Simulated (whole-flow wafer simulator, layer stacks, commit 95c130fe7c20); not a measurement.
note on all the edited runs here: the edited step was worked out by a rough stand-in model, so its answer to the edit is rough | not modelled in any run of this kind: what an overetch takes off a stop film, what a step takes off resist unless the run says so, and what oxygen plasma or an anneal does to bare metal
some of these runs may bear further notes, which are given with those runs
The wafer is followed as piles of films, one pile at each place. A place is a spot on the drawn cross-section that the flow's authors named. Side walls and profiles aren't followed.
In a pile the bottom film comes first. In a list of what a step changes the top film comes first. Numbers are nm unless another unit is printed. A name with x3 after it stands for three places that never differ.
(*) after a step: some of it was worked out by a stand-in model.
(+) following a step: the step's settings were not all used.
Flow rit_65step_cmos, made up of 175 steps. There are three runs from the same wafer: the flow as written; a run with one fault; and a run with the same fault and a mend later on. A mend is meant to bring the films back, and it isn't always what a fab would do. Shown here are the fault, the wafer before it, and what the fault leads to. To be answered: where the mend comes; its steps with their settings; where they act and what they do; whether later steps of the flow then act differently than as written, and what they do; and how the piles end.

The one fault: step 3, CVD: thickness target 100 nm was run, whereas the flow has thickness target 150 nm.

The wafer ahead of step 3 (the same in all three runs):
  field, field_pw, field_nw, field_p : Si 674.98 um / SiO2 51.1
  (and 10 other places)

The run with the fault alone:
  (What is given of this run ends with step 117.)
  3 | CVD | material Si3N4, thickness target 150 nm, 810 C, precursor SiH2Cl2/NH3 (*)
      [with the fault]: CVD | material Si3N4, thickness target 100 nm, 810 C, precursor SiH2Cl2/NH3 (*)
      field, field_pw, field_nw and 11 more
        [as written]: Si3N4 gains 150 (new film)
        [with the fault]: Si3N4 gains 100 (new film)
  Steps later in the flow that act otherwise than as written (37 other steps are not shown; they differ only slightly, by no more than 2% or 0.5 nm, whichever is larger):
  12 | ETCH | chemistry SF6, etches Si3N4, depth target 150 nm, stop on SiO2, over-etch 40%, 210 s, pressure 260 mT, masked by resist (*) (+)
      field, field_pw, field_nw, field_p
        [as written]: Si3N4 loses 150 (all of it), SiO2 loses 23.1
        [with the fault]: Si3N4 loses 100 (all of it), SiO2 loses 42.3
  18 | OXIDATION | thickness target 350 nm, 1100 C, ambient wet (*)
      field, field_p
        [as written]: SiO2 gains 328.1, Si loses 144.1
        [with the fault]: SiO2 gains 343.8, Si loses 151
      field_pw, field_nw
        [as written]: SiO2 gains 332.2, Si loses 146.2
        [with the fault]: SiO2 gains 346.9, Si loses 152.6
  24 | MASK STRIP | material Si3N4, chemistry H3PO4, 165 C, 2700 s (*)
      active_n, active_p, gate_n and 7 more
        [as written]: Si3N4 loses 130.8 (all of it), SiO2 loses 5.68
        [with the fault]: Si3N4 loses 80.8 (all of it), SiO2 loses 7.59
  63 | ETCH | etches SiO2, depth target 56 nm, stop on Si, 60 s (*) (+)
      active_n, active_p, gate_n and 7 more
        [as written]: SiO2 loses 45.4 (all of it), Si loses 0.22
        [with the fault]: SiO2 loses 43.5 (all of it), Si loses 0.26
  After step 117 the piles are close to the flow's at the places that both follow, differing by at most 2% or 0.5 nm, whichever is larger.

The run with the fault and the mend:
  After step 4 comes the mend.
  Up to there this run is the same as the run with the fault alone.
  4a | ETCH | chemistry h3po4, depth target 115 nm
      field, field_pw, field_nw and 11 more
        Si3N4 loses 100 (all of it)
  4b | CLEAN | chemistry SC2, 75 C, 600 s
      alters no film at any place that is followed
  4c | CVD | material Si3N4, thickness target 150 nm, 810 C, precursor SiH2Cl2/NH3 (*) (the flow's step 3, run once more)
      field, field_pw, field_nw and 11 more
        Si3N4 gains 150 (new film)
  Later steps of the flow that are run all act as written at every place that is followed.
  The piles end the same as the flow's at every place that both follow.
